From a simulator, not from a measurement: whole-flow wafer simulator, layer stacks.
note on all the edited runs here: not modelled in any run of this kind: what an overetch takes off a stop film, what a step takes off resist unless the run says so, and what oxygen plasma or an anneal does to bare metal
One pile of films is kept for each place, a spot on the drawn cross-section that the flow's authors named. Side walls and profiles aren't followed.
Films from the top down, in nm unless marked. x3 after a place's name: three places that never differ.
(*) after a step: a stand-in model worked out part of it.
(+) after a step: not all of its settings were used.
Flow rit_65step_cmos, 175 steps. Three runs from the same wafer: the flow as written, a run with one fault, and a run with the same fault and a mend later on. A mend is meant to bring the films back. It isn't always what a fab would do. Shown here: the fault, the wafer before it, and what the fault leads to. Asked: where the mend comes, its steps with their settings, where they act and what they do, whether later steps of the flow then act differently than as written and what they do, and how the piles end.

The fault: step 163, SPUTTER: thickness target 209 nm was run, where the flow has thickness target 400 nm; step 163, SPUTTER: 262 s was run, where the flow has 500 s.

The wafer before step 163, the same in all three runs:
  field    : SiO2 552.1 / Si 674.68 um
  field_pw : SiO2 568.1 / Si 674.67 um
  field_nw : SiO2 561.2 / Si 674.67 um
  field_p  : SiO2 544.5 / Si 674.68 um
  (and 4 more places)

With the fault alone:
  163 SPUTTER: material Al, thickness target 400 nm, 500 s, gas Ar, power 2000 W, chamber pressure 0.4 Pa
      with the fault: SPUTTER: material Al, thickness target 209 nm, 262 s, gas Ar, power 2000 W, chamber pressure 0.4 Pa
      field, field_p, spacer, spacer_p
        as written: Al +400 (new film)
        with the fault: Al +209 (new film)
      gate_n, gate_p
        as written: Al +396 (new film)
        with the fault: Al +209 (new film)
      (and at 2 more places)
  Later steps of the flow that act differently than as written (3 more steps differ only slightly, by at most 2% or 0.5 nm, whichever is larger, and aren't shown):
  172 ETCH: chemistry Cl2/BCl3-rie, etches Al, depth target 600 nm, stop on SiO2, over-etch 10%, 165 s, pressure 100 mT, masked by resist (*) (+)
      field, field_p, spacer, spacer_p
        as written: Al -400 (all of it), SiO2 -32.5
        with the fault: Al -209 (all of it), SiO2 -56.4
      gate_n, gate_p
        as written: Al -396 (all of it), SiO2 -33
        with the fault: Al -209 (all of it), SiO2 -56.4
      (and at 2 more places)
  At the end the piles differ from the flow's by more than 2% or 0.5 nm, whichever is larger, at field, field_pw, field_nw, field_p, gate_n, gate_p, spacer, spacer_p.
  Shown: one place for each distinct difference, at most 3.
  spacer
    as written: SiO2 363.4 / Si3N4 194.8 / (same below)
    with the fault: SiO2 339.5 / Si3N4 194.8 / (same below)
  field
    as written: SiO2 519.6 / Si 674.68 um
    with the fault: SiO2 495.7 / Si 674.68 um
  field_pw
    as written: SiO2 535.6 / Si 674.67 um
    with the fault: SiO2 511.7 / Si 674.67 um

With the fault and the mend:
  The mend comes after step 164.
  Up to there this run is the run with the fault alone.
  164a ETCH: chemistry al pan, depth target 241.1 nm
      field, field_p, gate_n, gate_p, spacer, spacer_p
        Al -209 (all of it)
      field_pw
        Al -208.9 (all of it)
      field_nw
        Al -208.8 (all of it)
  164b SPUTTER: material Al, thickness target 400 nm, 500 s, gas Ar, power 2000 W, chamber pressure 0.4 Pa (the flow's step 163 once more)
      field, field_pw, field_p, spacer, spacer_p
        Al +400 (new film)
      gate_n, gate_p
        Al +396 (new film)
      field_nw
        Al +397.2 (new film)
  No later step of the flow acts differently than as written at any place that is followed.
  At the end the piles are the same as the flow's at every place that both follow.
